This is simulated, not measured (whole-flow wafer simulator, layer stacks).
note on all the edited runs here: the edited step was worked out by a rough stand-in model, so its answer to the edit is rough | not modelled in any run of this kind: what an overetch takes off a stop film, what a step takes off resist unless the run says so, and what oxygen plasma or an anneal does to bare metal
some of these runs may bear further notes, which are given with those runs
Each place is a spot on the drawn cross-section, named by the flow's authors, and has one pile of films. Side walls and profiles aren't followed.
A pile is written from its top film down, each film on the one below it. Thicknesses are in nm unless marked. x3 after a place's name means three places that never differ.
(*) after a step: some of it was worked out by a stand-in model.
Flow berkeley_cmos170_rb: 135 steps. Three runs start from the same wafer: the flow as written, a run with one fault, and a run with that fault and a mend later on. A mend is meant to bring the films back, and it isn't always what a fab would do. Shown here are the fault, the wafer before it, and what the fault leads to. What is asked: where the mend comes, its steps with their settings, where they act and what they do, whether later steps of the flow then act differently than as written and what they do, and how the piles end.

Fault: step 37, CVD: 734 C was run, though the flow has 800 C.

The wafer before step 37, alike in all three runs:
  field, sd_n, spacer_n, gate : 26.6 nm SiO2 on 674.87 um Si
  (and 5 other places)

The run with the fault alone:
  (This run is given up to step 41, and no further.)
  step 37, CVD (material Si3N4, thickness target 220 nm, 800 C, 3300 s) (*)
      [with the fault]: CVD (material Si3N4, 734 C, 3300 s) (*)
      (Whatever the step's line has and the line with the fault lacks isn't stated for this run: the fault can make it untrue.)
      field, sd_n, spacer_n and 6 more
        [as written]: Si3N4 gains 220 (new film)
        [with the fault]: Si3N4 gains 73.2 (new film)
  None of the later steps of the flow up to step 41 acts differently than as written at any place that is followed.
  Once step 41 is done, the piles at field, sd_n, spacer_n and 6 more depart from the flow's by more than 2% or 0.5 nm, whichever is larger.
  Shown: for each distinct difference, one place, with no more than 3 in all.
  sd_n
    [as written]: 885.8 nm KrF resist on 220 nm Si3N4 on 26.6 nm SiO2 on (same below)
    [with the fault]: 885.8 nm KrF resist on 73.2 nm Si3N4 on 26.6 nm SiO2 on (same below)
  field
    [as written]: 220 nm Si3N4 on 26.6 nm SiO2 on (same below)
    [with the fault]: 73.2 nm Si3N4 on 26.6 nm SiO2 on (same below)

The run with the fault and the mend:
  The mend stands after step 37.
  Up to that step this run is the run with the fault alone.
  step 37a, CVD (material Si3N4, thickness target 146.8 nm, 800 C, 2202 s) (*) (the flow's step 37, run once more with other settings)
      field, sd_n, spacer_n and 6 more
        Si3N4 gains 146.8
  None of the later steps of the flow acts differently than as written at any place that is followed.
  At every place that both follow, the piles at the end match the flow's.
